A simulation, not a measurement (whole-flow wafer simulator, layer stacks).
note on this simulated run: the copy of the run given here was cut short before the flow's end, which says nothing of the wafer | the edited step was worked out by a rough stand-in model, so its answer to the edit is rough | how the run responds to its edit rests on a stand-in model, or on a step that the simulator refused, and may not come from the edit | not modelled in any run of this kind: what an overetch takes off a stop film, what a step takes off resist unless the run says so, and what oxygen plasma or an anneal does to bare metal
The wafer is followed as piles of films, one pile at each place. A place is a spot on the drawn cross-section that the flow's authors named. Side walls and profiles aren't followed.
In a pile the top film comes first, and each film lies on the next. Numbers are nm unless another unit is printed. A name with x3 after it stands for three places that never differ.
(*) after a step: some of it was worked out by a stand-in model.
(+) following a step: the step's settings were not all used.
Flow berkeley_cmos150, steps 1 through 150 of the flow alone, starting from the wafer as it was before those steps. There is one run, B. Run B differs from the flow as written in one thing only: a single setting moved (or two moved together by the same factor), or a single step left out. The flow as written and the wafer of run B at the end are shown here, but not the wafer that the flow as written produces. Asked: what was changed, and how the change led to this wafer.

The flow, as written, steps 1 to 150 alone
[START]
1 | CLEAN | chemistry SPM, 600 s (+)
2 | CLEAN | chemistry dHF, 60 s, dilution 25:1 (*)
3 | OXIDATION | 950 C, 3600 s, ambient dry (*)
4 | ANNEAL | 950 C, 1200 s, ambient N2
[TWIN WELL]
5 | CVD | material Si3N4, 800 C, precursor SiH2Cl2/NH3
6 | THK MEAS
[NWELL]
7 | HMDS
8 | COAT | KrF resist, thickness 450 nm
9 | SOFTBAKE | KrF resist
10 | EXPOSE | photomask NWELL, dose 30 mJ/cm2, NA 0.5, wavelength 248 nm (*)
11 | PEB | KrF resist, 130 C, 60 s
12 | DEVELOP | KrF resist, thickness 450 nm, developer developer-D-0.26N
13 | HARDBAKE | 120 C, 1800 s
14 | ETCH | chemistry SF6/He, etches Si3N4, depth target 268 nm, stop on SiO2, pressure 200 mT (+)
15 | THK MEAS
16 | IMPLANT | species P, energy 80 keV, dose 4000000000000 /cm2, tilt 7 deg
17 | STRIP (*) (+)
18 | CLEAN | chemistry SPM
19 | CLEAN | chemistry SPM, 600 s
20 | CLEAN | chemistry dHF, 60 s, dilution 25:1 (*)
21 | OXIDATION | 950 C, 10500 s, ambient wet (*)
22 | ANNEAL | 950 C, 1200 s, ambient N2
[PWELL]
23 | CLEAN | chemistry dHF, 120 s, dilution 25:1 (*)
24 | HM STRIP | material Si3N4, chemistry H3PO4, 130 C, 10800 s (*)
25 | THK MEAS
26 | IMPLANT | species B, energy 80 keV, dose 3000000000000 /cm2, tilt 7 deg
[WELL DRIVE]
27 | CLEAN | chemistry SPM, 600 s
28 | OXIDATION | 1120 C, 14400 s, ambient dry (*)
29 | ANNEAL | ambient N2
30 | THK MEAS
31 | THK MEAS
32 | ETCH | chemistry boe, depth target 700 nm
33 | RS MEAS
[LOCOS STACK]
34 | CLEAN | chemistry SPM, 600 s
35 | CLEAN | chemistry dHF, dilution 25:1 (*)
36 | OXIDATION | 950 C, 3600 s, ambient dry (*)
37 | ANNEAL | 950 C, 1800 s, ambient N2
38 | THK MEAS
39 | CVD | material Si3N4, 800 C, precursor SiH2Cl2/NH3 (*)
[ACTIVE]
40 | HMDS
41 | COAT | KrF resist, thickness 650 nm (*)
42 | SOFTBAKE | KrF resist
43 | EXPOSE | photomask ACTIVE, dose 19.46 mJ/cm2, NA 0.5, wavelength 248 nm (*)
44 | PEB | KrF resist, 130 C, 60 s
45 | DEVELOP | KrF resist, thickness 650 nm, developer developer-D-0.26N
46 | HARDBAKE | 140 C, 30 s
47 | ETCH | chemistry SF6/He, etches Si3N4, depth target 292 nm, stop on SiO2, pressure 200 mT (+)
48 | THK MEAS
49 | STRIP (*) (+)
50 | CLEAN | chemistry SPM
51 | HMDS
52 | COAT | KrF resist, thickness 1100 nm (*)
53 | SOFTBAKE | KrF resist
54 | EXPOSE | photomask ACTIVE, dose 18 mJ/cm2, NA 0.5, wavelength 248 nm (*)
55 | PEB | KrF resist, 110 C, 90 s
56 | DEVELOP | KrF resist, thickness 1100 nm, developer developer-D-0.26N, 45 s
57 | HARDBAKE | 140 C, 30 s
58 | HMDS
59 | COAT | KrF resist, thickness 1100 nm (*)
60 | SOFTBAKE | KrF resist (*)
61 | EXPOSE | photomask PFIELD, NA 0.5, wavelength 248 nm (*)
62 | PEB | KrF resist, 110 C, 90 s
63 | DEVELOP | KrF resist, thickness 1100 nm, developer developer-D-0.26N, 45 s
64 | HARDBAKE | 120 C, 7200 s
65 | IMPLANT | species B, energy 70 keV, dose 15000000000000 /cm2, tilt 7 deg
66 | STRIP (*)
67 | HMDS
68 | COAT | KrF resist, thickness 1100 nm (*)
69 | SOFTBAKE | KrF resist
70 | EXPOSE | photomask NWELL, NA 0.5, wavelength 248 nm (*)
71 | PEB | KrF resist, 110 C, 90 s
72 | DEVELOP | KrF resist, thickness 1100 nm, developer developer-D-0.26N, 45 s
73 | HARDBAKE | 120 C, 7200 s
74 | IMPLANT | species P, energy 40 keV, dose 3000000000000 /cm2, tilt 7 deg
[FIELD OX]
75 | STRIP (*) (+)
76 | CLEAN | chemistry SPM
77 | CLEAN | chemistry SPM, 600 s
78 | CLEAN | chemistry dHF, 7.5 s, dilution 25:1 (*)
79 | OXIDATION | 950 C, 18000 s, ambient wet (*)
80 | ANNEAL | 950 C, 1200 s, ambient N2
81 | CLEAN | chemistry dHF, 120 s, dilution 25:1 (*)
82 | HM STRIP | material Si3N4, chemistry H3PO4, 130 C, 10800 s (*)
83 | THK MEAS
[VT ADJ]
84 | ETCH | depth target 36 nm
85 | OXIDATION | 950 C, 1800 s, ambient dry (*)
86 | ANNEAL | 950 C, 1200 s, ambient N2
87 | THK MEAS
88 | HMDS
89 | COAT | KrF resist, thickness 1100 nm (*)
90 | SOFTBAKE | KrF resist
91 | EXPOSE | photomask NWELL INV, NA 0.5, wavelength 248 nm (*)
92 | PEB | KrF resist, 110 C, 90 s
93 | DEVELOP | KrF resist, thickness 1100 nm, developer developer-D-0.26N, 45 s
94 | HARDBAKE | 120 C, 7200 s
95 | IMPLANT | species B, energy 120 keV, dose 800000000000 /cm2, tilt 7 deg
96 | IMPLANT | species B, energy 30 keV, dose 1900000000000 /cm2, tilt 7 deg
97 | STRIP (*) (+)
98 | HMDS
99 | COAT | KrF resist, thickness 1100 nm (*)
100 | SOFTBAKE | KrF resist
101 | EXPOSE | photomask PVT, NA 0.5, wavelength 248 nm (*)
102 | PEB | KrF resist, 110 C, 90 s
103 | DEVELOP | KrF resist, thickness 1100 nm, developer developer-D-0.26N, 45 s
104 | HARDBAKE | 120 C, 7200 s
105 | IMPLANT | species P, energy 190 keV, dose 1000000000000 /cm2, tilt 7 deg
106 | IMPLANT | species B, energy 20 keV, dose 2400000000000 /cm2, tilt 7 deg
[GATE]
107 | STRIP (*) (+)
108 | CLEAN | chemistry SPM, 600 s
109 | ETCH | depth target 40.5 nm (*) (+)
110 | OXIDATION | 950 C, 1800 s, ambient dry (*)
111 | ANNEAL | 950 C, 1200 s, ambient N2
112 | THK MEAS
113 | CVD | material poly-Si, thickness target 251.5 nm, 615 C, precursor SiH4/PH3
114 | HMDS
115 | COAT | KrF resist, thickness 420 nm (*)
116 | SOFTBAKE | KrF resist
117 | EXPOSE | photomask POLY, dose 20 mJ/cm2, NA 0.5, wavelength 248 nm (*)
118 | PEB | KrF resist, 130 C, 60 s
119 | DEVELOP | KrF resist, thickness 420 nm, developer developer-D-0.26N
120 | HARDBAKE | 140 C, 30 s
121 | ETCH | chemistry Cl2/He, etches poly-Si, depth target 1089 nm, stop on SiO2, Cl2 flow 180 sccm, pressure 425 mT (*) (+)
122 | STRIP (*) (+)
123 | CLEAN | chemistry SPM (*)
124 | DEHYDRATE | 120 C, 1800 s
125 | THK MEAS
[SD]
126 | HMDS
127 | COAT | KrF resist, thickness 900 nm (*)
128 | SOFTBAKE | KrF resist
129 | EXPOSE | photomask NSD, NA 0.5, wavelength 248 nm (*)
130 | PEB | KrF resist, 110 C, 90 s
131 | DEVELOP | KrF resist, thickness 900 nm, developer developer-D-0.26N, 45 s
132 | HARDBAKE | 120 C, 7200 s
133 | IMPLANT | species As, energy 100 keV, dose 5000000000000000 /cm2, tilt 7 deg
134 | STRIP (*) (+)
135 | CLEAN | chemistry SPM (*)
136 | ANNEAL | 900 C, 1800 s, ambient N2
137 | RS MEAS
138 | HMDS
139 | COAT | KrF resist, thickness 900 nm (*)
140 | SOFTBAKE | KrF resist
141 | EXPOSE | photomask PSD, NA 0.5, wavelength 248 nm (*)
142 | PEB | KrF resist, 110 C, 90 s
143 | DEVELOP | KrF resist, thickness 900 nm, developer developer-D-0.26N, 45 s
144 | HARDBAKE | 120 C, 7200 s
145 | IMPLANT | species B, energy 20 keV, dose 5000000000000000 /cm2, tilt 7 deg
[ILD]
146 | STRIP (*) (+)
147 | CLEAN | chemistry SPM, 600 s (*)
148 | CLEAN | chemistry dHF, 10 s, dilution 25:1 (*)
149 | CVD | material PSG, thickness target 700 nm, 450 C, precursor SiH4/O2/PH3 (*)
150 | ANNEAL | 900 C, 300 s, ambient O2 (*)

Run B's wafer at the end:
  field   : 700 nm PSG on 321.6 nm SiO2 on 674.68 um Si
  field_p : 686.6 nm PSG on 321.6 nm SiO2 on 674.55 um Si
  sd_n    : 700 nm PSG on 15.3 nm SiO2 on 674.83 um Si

The reason: step 79, OXIDATION: 902 C was run, whereas the flow has 950 C.

Step by step, how the change led to this:
  79 | OXIDATION | 950 C, 18000 s, ambient wet (*)
      gate_n, sd_p, gate_p, contact, m1: SiO2 gains 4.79 (new film), Si3N4 loses 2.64 (in the flow as written it would be: SiO2 gains 10.3 (new film), Si3N4 loses 5.7)
      field: SiO2 gains 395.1, Si loses 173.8 (in the flow as written it would be: SiO2 gains 598.1, Si loses 263.1)
      (as well as at 2 more places)
  81 | CLEAN | chemistry dHF, 120 s, dilution 25:1 (*)
      sd_n, gate_n, sd_p, gate_p, contact, m1: SiO2 loses 4.79 (all of it), Si3N4 loses 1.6 (in the flow as written it would be: SiO2 loses 10.3 (all of it), Si3N4 loses 1.11)
  82 | HM STRIP | material Si3N4, chemistry H3PO4, 130 C, 10800 s (*)
      sd_n, gate_n, contact, m1: Si3N4 loses 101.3 (all of it), SiO2 loses 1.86 (in the flow as written it would be: Si3N4 loses 98.7 (all of it), SiO2 loses 1.88)
      sd_p, gate_p: Si3N4 loses 101.2 (all of it), SiO2 loses 1.86 (in the flow as written it would be: Si3N4 loses 98.6 (all of it), SiO2 loses 1.88)
  85 | OXIDATION | 950 C, 1800 s, ambient dry (*)
      field, field_p: SiO2 gains 3.31, Si loses 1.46 (in the flow as written it would be: SiO2 gains 2.35, Si loses 1.04)
      sd_n: SiO2 gains 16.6, Si loses 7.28 (in the flow as written it would be: SiO2 gains 12.2, Si loses 5.35)
  89 | COAT | KrF resist, thickness 1100 nm (*)
      field: KrF resist gains 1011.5 (new film) (in the flow as written it would be: KrF resist gains 976.2 (new film))
      field_p: KrF resist gains 1123.7 (new film) (in the flow as written it would be: KrF resist gains 1087.8 (new film))
      (as well as at 6 more places)
  93 | DEVELOP | KrF resist, thickness 1100 nm, developer developer-D-0.26N, 45 s
      field: KrF resist loses 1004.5 (all of it) (in the flow as written it would be: KrF resist loses 969.5 (all of it))
      sd_n: KrF resist loses 1176.2 (all of it) (in the flow as written it would be: KrF resist loses 1234.3 (all of it))
      (as well as at 2 more places)
  94 | HARDBAKE | 120 C, 7200 s
      field_p: KrF resist loses 18 (in the flow as written it would be: KrF resist loses 17.4)
      sd_p: KrF resist loses 20.3 (in the flow as written it would be: KrF resist loses 21.4)
      (as well as at 2 more places)
  97 | STRIP (*) (+)
      field_p: KrF resist loses 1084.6 (all of it) (in the flow as written it would be: KrF resist loses 1049.6 (all of it))
      sd_p: KrF resist loses 1216.5 (all of it) (in the flow as written it would be: KrF resist loses 1273.5 (all of it))
      (as well as at 2 more places)
  99 | COAT | KrF resist, thickness 1100 nm (*)
      field: KrF resist gains 1011.5 (new film) (in the flow as written it would be: KrF resist gains 976.2 (new film))
      field_p: KrF resist gains 1123.7 (new film) (in the flow as written it would be: KrF resist gains 1087.8 (new film))
      (as well as at 6 more places)
  103 | DEVELOP | KrF resist, thickness 1100 nm, developer developer-D-0.26N, 45 s
      sd_p: KrF resist loses 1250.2 (all of it) (in the flow as written it would be: KrF resist loses 1308.2 (all of it))
      gate_p: KrF resist loses 1234.1 (all of it) (in the flow as written it would be: KrF resist loses 1282.6 (all of it))
  104 | HARDBAKE | 120 C, 7200 s
      field: KrF resist loses 16 (in the flow as written it would be: KrF resist loses 15.4)
      field_p: KrF resist loses 18 (in the flow as written it would be: KrF resist loses 17.4)
      (as well as at 4 more places)
  107 | STRIP (*) (+)
      field: KrF resist loses 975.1 (all of it) (in the flow as written it would be: KrF resist loses 940.7 (all of it))
      field_p: KrF resist loses 1084.6 (all of it) (in the flow as written it would be: KrF resist loses 1049.6 (all of it))
      (as well as at 4 more places)
  109 | ETCH | depth target 40.5 nm (*) (+)
      sd_n: SiO2 loses 25 (all of it) (in the flow as written it would be: SiO2 loses 40.4 (all of it))
  110 | OXIDATION | 950 C, 1800 s, ambient dry (*)
      field, field_p: SiO2 gains 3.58, Si loses 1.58 (in the flow as written it would be: SiO2 gains 2.49, Si loses 1.09)
  115 | COAT | KrF resist, thickness 420 nm (*)
      field: KrF resist gains 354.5 (new film) (in the flow as written it would be: KrF resist gains 334 (new film))
      field_p: KrF resist gains 437.3 (new film) (in the flow as written it would be: KrF resist gains 413.4 (new film))
      (as well as at 6 more places)
  119 | DEVELOP | KrF resist, thickness 420 nm, developer developer-D-0.26N
      field: KrF resist loses 354 (all of it) (in the flow as written it would be: KrF resist loses 333.5 (all of it))
      field_p: KrF resist loses 436.7 (all of it) (in the flow as written it would be: KrF resist loses 412.9 (all of it))
      (as well as at 4 more places)
  ... 12 further steps ...
  149 | CVD | material PSG, thickness target 700 nm, 450 C, precursor SiH4/O2/PH3 (*)
      sd_p: PSG gains 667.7 (new film) (in the flow as written it would be: PSG gains 639.5 (new film))
